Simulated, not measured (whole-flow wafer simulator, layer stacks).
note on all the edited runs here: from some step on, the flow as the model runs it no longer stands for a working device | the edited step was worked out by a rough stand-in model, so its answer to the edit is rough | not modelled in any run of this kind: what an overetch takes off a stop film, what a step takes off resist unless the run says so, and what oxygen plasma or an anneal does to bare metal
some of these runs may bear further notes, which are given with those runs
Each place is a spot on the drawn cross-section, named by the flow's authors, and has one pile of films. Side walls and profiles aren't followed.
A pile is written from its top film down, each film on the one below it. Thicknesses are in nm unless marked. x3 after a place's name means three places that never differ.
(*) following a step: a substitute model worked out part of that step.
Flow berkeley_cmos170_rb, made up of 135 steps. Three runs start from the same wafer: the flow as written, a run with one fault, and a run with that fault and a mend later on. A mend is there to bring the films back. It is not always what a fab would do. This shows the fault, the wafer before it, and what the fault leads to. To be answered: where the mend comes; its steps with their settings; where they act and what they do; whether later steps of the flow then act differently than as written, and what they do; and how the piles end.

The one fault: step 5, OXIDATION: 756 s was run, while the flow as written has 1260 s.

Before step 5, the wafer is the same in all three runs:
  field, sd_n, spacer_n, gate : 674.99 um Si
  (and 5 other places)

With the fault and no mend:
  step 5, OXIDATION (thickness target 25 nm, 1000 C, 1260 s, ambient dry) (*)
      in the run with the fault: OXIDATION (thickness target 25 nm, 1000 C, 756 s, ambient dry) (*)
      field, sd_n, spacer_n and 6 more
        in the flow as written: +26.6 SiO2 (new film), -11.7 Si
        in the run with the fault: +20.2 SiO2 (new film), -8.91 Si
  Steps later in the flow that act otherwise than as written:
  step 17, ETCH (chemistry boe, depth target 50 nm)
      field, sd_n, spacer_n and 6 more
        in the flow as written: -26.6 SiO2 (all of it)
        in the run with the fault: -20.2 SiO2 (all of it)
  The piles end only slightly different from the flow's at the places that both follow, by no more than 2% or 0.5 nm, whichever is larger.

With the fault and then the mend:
  The mend stands after step 5.
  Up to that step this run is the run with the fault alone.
  step 5a, OXIDATION (thickness target 25 nm, 1000 C, 504 s, ambient dry) (*) (the flow's step 5, run once more with other settings)
      field, sd_n, spacer_n and 6 more
        +6.3 SiO2, -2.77 Si
  None of the later steps of the flow acts differently than as written at any place that is followed.
  At every place that both follow, the piles at the end match the flow's.
